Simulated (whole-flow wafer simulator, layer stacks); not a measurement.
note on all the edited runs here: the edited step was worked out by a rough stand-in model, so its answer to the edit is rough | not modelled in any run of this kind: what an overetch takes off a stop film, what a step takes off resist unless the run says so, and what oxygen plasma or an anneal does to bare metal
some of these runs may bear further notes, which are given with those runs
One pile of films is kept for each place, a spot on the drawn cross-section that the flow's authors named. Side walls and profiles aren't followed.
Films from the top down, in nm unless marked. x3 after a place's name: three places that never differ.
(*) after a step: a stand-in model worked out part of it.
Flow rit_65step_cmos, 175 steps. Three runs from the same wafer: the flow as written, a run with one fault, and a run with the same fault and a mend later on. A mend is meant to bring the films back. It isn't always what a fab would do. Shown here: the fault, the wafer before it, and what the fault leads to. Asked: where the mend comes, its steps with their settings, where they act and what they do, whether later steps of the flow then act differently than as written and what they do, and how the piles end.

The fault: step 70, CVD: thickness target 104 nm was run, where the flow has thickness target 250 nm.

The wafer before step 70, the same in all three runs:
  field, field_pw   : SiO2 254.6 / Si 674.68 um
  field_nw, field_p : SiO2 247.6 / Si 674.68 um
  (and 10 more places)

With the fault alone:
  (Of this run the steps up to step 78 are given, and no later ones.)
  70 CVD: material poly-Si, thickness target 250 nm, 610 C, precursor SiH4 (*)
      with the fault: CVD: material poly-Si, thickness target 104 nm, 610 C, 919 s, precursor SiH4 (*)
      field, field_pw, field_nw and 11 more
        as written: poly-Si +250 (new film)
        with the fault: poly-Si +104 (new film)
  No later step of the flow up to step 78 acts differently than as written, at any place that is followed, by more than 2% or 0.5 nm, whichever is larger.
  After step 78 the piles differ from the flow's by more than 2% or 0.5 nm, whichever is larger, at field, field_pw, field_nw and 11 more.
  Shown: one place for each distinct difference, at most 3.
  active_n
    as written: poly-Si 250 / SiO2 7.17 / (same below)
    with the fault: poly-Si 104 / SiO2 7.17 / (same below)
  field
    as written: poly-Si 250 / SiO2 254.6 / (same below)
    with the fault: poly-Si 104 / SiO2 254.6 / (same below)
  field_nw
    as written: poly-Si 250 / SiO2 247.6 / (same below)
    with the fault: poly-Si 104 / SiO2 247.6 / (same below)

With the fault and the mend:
  The mend comes after step 71.
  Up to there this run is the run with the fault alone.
  71a ETCH: chemistry tmah, depth target 119.6 nm
      field, field_pw, field_nw and 11 more
        poly-Si -104 (all of it)
  71b CLEAN: chemistry SC2, 75 C, 600 s (the flow's step 66 once more)
      changes no film at any place that is followed
  71c CVD: material poly-Si, thickness target 250 nm, 610 C, precursor SiH4 (*) (the flow's step 70 once more)
      field, field_pw, field_nw and 11 more
        poly-Si +250 (new film)
  No later step of the flow acts differently than as written at any place that is followed.
  At the end the piles are the same as the flow's at every place that both follow.
